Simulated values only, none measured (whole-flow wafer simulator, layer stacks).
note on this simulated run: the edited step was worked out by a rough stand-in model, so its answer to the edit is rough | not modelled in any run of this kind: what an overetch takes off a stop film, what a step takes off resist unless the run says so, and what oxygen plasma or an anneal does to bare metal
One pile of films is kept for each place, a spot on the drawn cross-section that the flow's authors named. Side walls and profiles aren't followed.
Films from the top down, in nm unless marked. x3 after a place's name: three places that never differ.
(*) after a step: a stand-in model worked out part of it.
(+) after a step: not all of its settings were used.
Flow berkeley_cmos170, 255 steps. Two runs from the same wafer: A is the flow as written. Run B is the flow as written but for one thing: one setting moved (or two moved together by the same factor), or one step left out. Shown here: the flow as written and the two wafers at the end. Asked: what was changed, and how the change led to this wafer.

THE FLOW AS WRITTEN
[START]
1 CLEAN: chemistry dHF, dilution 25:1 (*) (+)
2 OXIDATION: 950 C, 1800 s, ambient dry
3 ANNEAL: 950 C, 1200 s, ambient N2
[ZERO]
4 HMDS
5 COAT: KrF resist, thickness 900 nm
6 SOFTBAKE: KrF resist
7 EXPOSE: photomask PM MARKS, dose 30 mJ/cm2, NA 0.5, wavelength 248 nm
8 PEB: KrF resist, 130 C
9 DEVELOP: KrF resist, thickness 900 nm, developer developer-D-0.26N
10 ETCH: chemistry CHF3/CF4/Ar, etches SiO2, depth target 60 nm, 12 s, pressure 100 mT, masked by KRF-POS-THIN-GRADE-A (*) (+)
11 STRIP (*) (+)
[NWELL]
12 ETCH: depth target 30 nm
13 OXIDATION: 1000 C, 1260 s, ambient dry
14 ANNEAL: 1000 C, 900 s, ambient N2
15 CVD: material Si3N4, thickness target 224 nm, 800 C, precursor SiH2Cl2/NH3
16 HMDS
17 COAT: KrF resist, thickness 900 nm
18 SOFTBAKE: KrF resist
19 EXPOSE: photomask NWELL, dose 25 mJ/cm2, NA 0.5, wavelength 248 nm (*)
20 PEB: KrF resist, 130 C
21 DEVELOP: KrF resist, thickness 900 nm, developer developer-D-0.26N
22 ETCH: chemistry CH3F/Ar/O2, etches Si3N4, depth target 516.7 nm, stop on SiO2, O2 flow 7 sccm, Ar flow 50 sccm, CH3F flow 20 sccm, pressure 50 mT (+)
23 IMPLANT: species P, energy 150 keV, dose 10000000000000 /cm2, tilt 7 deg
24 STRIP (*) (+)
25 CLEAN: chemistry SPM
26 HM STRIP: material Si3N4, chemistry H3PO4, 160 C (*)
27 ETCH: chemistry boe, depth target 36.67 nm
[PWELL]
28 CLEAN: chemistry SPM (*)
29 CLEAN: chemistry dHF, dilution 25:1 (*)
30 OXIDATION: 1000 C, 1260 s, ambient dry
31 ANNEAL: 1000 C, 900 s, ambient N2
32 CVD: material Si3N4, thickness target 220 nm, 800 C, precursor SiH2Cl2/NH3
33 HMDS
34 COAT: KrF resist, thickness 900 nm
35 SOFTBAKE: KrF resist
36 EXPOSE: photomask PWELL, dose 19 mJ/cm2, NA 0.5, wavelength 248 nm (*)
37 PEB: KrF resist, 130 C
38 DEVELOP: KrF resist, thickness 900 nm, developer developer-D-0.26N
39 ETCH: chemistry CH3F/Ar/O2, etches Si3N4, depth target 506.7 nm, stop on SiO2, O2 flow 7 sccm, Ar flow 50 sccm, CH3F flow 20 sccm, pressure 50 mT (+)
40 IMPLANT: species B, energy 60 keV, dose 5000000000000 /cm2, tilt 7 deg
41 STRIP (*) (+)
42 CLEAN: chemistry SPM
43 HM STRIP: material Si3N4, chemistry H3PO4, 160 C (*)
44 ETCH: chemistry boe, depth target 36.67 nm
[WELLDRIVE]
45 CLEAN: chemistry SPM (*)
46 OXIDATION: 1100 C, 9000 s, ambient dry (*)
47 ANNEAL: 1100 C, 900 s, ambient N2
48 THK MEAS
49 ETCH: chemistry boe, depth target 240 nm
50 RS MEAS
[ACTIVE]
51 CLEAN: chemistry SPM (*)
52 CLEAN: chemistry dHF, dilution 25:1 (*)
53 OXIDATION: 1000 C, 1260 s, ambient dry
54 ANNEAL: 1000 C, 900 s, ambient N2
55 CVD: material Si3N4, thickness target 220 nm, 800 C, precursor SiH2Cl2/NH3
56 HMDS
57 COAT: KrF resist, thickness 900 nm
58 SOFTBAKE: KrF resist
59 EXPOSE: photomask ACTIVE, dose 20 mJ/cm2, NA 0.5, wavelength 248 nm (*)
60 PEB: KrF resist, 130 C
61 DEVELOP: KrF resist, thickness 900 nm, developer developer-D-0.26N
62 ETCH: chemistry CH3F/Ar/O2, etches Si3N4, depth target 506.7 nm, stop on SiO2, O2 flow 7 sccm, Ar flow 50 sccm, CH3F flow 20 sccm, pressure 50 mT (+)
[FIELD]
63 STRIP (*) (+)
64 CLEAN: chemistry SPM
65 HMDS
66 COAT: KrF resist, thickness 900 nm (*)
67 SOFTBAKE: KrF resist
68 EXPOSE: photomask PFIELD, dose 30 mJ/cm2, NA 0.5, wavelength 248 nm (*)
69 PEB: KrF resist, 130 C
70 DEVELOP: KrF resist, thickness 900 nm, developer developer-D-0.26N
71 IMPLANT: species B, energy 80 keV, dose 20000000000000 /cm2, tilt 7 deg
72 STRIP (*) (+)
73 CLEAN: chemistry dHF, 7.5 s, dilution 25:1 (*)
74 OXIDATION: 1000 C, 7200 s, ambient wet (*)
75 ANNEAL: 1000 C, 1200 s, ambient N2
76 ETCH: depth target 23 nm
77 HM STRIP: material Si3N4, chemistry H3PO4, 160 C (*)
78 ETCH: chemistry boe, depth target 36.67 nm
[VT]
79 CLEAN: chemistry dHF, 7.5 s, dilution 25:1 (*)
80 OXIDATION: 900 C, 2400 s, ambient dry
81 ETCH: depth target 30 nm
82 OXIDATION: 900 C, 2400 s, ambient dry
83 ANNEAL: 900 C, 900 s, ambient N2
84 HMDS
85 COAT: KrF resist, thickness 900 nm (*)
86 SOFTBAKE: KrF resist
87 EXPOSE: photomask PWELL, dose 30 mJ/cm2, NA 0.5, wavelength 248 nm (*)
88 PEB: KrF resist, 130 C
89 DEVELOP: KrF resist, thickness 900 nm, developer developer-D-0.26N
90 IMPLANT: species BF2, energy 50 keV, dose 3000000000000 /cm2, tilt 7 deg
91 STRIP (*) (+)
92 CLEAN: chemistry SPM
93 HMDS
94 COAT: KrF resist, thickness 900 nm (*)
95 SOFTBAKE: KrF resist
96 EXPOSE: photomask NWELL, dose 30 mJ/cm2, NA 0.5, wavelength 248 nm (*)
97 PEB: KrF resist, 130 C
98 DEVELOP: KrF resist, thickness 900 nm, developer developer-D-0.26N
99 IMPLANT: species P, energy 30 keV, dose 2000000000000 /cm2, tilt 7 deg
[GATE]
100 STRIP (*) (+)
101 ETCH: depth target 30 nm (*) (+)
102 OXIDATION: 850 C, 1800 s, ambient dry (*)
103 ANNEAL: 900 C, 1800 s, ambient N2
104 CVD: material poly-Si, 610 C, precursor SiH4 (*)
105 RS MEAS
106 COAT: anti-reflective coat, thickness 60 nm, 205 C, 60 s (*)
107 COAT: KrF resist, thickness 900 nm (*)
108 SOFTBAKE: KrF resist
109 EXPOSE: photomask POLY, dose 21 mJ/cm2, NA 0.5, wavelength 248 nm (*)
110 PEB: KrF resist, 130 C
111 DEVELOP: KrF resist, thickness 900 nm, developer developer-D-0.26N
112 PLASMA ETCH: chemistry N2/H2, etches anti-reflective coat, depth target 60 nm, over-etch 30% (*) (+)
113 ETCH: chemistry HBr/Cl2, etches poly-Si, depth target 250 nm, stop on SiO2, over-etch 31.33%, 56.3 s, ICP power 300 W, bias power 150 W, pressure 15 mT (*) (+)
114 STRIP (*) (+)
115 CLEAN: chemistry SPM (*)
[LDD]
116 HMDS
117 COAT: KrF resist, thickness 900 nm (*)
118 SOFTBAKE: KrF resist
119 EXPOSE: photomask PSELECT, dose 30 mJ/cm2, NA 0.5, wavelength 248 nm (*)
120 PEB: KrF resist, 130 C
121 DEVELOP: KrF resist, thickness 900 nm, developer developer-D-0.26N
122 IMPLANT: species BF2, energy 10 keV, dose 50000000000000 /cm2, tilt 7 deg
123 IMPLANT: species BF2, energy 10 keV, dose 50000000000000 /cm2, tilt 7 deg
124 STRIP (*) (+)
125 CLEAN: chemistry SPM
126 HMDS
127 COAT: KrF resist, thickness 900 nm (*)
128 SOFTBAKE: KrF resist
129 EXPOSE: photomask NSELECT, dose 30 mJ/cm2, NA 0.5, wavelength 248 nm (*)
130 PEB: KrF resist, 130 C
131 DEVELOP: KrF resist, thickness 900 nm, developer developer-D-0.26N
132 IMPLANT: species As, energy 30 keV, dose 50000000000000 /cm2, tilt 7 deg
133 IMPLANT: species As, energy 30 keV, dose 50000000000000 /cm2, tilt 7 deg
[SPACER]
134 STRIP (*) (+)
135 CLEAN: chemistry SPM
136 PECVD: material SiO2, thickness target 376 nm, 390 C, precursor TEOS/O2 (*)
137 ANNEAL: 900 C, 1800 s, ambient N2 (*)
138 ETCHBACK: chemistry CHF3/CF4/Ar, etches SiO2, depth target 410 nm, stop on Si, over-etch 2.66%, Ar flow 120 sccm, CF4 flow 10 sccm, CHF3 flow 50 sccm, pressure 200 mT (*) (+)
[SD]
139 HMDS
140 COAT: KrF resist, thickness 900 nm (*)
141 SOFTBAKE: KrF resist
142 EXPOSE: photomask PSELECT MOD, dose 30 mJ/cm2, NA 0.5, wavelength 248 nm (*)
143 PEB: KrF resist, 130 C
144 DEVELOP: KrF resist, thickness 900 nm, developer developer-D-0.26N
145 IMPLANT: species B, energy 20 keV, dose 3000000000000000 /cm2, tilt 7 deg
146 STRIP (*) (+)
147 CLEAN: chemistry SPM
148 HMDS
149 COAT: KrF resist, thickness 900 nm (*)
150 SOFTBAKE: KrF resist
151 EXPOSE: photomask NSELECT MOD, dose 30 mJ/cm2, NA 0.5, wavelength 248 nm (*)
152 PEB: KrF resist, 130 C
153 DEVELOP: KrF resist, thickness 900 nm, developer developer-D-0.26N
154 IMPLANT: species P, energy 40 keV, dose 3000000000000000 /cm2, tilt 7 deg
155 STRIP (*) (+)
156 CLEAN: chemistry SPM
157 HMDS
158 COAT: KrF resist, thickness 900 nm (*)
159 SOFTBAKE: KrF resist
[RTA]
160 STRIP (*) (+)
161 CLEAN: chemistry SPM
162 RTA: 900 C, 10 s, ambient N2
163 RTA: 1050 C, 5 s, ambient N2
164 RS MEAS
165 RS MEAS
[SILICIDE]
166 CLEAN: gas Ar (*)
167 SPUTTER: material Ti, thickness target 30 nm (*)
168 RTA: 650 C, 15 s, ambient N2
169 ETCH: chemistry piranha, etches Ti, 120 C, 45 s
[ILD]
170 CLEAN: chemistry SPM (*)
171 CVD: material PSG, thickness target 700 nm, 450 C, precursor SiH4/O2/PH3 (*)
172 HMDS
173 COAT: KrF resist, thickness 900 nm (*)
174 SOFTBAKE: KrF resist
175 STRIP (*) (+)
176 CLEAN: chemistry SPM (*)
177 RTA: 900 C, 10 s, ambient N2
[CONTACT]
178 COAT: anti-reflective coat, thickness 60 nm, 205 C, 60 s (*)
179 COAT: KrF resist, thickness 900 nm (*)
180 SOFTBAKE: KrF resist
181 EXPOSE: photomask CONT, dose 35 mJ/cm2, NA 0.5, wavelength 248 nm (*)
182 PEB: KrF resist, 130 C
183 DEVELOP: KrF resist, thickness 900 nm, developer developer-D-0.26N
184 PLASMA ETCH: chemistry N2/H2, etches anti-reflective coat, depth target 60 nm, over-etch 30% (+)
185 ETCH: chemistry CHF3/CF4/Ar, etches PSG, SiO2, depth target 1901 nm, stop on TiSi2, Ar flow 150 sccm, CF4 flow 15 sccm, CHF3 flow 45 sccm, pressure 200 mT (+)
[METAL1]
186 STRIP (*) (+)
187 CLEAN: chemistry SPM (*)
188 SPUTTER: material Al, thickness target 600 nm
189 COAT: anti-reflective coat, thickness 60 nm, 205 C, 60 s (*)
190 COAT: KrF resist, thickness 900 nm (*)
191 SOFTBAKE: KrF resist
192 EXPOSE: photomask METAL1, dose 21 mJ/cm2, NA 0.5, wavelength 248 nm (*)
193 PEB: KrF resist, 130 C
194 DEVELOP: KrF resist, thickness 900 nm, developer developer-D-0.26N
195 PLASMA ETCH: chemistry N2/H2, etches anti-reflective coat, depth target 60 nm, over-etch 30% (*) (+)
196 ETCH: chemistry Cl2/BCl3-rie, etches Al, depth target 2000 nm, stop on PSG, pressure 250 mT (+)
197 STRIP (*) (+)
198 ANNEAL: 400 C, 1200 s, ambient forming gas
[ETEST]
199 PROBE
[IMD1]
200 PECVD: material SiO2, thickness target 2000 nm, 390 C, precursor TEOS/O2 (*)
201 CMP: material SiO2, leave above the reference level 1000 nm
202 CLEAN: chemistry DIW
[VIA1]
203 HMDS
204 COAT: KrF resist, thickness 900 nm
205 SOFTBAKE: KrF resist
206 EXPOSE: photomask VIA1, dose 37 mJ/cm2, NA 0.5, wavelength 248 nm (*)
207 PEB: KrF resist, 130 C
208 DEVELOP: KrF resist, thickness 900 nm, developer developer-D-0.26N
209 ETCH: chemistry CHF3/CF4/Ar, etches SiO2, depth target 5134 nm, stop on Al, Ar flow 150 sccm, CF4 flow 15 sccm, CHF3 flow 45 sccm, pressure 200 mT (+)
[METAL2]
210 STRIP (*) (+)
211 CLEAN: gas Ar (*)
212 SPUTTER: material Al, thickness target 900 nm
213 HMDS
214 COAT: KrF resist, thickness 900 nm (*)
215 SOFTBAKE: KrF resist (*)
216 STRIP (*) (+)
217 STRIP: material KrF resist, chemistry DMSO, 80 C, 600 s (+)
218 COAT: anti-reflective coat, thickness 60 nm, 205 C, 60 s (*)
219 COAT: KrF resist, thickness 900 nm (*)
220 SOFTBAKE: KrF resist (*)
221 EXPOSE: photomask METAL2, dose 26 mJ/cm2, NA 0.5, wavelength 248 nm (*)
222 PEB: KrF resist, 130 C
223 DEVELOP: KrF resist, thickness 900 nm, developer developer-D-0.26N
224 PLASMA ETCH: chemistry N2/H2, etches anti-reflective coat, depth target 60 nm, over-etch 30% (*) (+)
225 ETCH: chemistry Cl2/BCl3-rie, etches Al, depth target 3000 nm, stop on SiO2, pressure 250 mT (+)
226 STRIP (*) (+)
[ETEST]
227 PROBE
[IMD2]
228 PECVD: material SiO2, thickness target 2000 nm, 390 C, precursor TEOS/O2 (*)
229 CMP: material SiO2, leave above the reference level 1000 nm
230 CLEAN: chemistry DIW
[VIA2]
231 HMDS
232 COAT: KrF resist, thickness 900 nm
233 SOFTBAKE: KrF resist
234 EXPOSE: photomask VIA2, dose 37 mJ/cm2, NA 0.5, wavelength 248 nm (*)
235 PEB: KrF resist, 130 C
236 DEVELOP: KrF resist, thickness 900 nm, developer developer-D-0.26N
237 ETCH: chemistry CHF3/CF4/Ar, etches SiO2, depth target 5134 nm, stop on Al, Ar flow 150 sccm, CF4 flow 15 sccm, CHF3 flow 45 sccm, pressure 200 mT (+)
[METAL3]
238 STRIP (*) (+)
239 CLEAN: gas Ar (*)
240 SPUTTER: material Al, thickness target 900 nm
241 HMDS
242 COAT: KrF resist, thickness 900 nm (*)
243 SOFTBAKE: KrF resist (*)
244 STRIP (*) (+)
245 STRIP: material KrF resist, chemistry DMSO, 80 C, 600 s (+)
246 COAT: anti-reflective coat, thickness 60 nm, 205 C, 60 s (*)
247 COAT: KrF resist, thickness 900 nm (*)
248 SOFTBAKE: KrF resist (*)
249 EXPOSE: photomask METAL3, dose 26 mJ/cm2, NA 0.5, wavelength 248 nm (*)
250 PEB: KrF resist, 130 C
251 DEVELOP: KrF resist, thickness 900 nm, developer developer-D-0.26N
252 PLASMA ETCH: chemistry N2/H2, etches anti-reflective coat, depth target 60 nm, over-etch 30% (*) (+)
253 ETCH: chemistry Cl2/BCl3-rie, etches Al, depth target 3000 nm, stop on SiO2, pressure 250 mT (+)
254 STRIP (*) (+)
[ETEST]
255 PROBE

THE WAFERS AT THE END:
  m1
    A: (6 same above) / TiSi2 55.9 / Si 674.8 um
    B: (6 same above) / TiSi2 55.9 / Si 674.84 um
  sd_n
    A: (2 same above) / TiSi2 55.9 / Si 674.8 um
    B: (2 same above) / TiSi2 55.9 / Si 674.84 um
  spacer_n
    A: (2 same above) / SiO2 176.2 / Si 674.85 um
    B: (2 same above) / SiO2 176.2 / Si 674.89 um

The cause: step 46, OXIDATION: 3600 s was run, where the flow has 9000 s.

How the change led to this, step by step:
  46 OXIDATION: 1100 C, 9000 s, ambient dry (*)
      field, sd_n, spacer_n and 9 more: A SiO2 +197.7 (new film), chemical SiO2 -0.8 (all of it), Si -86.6 | B SiO2 +112.5 (new film), chemical SiO2 -0.8 (all of it), Si -49.2
  49 ETCH: chemistry boe, depth target 240 nm
      field, sd_n, spacer_n and 9 more: A SiO2 -197.7 (all of it) | B SiO2 -112.5 (all of it)
